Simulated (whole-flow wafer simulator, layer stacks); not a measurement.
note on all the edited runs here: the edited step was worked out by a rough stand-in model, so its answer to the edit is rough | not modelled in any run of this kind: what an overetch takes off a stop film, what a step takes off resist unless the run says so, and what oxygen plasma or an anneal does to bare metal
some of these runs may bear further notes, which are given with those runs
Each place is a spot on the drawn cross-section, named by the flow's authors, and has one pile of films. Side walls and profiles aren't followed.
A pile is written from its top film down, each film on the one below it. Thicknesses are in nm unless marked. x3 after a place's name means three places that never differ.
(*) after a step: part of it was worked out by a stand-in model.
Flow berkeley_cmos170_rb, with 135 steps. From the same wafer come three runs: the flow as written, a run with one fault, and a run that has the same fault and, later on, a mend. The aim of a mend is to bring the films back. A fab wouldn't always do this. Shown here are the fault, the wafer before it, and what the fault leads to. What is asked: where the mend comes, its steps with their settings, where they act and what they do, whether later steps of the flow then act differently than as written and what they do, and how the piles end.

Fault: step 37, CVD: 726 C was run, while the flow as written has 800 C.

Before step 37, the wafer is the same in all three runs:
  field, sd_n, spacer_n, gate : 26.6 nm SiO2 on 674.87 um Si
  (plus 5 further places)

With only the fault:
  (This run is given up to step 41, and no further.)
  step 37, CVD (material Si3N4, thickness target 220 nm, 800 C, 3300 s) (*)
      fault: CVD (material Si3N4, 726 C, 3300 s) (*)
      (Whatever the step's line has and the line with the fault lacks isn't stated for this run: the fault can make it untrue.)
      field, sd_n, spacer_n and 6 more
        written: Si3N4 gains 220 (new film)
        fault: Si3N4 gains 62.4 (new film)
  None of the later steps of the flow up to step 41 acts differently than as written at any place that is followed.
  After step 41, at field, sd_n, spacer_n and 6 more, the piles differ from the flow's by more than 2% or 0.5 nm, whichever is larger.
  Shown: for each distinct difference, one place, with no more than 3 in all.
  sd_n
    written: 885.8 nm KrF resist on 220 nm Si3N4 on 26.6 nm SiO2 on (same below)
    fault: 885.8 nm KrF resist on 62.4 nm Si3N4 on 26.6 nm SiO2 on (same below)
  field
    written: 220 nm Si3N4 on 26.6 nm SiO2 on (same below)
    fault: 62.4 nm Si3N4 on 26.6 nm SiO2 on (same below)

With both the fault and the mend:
  The mend follows step 37.
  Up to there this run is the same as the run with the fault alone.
  step 37a, ETCH (chemistry h3po4, depth target 71.83 nm) (the flow's step 30, run once more with other settings)
      field, sd_n, spacer_n and 6 more
        Si3N4 loses 62.4 (all of it)
  step 37b, CLEAN (*)
      leaves every film unchanged at each place that is followed
  step 37c, CVD (material Si3N4, thickness target 220 nm, 800 C, 3300 s) (*) (the flow's step 37, run once more)
      field, sd_n, spacer_n and 6 more
        Si3N4 gains 220 (new film)
  None of the later steps of the flow acts differently than as written at any place that is followed.
  The piles end the same as the flow's at every place that both follow.
